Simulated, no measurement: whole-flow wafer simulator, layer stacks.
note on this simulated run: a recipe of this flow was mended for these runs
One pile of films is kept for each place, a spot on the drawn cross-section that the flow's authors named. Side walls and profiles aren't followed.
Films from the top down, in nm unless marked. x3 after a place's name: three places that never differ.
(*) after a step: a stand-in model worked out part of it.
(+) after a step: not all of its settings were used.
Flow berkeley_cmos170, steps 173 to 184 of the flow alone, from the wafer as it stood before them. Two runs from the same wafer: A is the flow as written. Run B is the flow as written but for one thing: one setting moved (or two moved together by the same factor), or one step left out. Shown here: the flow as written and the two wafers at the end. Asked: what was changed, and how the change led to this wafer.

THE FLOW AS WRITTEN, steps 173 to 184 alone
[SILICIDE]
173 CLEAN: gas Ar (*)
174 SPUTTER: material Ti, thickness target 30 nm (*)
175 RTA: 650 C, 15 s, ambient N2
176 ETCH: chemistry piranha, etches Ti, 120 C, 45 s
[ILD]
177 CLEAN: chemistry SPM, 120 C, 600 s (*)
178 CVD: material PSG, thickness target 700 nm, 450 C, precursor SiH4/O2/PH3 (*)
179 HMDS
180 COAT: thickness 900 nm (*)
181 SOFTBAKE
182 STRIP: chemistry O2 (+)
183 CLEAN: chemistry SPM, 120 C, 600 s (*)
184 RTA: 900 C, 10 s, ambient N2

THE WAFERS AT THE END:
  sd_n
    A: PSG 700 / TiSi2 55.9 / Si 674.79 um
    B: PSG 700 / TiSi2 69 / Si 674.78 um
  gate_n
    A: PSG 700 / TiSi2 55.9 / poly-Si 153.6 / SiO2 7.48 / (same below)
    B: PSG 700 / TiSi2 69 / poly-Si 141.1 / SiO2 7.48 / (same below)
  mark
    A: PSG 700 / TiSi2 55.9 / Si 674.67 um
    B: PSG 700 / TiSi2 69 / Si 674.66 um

The cause: step 174, SPUTTER: thickness target 37 nm was run, where the flow has thickness target 30 nm.

How the change led to this, step by step:
  174 SPUTTER: material Ti, thickness target 30 nm (*)
      field, mark, sd_n and 10 more: A Ti +30 (new film) | B Ti +37 (new film)
  175 RTA: 650 C, 15 s, ambient N2
      mark, sd_n, sd_p, contact, m1, via1, m2, via2: A Ti -23.4, TiSi first +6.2 (new film), TiSi2 C49 +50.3 (new film), Si -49 | B Ti -28.9, TiSi first +21.1 (new film), TiSi2 C49 +42.1 (new film), Si -51.5
      gate_n, gate_p: A Ti -23.4, TiSi first +6.2 (new film), TiSi2 C49 +50.3 (new film), poly-Si -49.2 | B Ti -28.9, TiSi first +21.1 (new film), TiSi2 C49 +42.1 (new film), poly-Si -51.7
  176 ETCH: chemistry piranha, etches Ti, 120 C, 45 s
      mark, sd_n, gate_n and 7 more: A Ti -6.6 (all of it), TiSi first -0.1 | B Ti -8.14 (all of it), TiSi first -0.1
      field, spacer_n, spacer_p: A Ti -30 (all of it) | B Ti -37 (all of it)
  184 RTA: 900 C, 10 s, ambient N2
      mark, sd_n, sd_p, contact, m1, via1, m2, via2: A under 1 film: TiSi2 +55.9 (new film), TiSi first -6.09 (all of it), TiSi2 C49 -50.3 (all of it), Si -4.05 | B under 1 film: TiSi2 +69 (new film), TiSi first -20.9 (all of it), TiSi2 C49 -42.1 (all of it), Si -13.9
      gate_n, gate_p: A under 1 film: TiSi2 +55.9 (new film), TiSi first -6.09 (all of it), TiSi2 C49 -50.3 (all of it), poly-Si -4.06 | B under 1 film: TiSi2 +69 (new film), TiSi first -20.9 (all of it), TiSi2 C49 -42.1 (all of it), poly-Si -14
